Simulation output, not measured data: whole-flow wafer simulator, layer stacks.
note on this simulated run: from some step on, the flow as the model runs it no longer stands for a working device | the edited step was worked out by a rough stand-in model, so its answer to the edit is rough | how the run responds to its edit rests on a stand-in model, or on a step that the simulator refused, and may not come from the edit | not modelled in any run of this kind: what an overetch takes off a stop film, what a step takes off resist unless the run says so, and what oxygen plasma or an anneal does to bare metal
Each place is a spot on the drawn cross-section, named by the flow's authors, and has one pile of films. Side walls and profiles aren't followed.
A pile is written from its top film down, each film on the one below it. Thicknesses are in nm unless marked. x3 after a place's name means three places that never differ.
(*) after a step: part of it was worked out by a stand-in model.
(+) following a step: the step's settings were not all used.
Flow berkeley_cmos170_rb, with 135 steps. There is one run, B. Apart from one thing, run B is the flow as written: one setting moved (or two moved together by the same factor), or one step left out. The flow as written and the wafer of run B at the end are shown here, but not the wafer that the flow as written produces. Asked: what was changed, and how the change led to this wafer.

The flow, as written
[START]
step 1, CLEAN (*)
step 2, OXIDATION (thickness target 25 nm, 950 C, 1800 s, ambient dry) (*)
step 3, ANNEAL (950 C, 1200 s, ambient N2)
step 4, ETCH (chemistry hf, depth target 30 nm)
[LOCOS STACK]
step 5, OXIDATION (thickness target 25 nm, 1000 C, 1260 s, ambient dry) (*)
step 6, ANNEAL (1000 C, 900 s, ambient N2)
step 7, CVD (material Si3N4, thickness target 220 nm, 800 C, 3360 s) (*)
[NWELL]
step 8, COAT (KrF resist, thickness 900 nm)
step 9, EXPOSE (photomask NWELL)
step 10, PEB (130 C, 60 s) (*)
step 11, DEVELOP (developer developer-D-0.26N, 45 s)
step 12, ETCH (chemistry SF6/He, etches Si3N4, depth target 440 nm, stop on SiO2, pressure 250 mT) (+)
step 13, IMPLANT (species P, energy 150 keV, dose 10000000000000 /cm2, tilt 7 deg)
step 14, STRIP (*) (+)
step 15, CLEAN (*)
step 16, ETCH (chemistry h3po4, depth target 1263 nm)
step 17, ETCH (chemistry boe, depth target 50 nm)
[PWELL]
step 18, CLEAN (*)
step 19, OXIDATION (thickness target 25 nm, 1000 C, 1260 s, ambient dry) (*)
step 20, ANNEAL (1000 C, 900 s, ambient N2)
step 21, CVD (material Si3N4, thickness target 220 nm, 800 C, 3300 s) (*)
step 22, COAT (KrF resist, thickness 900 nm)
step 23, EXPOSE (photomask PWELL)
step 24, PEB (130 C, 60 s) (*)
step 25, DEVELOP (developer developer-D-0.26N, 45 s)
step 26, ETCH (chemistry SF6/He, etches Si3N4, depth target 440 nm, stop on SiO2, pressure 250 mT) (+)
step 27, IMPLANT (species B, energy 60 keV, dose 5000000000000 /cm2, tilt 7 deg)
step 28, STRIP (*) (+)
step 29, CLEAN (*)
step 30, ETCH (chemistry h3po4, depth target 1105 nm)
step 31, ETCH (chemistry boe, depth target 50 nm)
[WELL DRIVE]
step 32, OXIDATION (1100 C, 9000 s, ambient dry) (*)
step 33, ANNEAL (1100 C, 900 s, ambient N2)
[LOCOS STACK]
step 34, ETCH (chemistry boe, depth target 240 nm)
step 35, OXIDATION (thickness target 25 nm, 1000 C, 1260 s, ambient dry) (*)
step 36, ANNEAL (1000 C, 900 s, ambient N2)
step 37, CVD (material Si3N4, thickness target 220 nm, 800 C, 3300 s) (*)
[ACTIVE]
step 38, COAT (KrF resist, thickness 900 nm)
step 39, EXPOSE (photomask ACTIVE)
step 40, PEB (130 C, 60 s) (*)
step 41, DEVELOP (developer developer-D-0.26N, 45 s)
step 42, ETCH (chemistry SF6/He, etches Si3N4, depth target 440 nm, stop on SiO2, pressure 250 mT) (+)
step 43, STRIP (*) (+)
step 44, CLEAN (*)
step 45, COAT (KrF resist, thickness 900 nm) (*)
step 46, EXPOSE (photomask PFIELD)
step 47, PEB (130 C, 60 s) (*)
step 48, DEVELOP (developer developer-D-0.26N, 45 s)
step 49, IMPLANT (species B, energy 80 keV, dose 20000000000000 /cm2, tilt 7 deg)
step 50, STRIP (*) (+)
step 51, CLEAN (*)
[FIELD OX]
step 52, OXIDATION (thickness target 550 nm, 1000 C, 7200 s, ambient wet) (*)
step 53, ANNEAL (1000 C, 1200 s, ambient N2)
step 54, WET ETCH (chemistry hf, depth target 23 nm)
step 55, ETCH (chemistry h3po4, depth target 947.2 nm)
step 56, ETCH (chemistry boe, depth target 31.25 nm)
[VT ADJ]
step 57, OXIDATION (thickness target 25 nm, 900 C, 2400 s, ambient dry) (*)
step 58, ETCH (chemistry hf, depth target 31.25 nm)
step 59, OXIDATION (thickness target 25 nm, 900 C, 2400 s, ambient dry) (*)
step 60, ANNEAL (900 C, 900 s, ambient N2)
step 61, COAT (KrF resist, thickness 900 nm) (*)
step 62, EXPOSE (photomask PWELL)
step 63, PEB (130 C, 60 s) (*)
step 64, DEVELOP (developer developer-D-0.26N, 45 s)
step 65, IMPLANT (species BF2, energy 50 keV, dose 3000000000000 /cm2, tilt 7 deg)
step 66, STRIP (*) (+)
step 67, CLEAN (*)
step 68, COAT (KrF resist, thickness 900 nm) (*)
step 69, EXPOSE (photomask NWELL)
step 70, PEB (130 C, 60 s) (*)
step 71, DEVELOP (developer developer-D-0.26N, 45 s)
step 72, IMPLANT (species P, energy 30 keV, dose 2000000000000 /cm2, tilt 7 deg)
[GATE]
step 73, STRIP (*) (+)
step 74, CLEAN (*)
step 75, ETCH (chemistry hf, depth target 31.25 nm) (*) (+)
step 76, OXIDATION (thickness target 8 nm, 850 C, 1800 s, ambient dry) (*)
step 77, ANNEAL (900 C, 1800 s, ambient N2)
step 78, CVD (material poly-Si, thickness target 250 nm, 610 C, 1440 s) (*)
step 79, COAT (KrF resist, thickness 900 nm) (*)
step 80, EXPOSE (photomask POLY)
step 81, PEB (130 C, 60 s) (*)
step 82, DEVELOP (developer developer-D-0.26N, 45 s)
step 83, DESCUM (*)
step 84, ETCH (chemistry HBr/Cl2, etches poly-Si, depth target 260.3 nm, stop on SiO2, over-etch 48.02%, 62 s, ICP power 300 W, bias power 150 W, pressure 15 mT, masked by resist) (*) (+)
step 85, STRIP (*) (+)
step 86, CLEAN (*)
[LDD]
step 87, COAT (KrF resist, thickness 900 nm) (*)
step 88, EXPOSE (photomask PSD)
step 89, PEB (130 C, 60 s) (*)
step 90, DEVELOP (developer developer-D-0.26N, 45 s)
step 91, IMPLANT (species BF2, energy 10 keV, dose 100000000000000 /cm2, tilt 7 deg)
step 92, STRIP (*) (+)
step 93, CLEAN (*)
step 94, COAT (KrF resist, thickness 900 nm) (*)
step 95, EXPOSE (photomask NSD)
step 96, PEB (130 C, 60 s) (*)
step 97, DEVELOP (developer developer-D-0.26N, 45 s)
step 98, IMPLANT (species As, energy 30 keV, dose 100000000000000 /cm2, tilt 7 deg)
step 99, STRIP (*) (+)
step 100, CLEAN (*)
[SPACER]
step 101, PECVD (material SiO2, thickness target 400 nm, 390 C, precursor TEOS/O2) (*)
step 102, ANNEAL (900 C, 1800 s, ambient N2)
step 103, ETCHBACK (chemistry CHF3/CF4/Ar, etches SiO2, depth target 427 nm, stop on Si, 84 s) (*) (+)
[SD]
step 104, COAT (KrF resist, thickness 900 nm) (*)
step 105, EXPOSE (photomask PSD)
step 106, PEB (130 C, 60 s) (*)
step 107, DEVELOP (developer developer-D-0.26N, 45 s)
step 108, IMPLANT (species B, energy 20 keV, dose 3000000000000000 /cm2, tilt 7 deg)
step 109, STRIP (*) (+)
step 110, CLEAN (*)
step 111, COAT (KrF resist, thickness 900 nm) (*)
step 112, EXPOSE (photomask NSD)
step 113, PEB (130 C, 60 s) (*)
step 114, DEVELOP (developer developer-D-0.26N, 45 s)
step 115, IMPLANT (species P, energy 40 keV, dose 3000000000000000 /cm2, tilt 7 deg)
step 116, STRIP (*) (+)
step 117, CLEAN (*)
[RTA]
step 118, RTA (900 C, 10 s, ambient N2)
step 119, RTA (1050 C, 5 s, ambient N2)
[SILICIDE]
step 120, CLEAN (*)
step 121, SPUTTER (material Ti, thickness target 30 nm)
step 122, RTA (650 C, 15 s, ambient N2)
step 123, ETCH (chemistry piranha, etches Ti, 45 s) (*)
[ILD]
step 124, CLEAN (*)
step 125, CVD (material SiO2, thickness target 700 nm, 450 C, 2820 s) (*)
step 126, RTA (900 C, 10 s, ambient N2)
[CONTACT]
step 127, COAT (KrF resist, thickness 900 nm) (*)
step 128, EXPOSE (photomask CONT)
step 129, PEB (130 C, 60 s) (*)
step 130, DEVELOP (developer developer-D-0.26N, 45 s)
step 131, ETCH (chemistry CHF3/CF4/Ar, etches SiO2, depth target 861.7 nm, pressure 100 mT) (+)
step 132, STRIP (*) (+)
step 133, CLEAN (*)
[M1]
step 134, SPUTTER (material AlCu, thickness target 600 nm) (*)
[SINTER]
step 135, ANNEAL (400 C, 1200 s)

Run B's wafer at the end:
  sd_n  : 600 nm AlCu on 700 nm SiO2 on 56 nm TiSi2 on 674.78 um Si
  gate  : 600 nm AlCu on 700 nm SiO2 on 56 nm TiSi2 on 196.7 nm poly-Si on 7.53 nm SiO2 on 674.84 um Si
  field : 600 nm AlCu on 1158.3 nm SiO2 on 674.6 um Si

What caused this: step 19, OXIDATION: 1200 C was run, while the flow as written has 1000 C.

The path from the change to this, step by step:
  step 19, OXIDATION (thickness target 25 nm, 1000 C, 1260 s, ambient dry) (*)
      field, sd_n, spacer_n and 6 more: +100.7 SiO2 (new film), -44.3 Si (it would be, as written: +26.6 SiO2 (new film), -11.7 Si)
  step 31, ETCH (chemistry boe, depth target 50 nm)
      field, sd_n, spacer_n and 6 more: -50 SiO2 (it would be, as written: -26.6 SiO2 (all of it))
  step 32, OXIDATION (1100 C, 9000 s, ambient dry) (*)
      field, sd_n, spacer_n and 6 more: +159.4 SiO2, -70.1 Si (it would be, as written: +197.6 SiO2 (new film), -86.9 Si)
  step 34, ETCH (chemistry boe, depth target 240 nm)
      field, sd_n, spacer_n and 6 more: -210.1 SiO2 (all of it) (it would be, as written: -197.6 SiO2 (all of it))
